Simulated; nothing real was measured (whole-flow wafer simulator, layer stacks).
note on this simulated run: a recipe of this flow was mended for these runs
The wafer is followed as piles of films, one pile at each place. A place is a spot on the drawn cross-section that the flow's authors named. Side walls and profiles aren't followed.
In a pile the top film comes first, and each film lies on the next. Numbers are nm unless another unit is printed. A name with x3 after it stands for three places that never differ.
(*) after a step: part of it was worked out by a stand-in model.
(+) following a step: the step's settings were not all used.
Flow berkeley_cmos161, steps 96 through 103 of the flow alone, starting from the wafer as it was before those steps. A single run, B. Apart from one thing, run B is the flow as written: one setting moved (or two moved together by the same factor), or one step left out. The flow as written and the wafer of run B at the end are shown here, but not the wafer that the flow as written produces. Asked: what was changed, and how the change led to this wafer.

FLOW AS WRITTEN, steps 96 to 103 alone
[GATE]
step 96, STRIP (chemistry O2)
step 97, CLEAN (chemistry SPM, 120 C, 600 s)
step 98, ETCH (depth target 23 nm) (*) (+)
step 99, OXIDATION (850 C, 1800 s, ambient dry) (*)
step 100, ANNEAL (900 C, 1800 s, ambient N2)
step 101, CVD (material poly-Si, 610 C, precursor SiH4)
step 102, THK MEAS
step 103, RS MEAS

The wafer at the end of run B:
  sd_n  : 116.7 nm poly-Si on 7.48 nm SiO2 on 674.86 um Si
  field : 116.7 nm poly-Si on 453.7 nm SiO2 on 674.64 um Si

The reason: step 101, CVD: 575 C was run, whereas the flow has 610 C.

Step by step, how the change led to this:
  step 101, CVD (material poly-Si, 610 C, precursor SiH4)
      field, sd_n, spacer_n, gate_n, sd_p, spacer_p x2, contact, m1: poly-Si gains 116.7 (new film) (in the flow as written it would be: poly-Si gains 249.5 (new film))
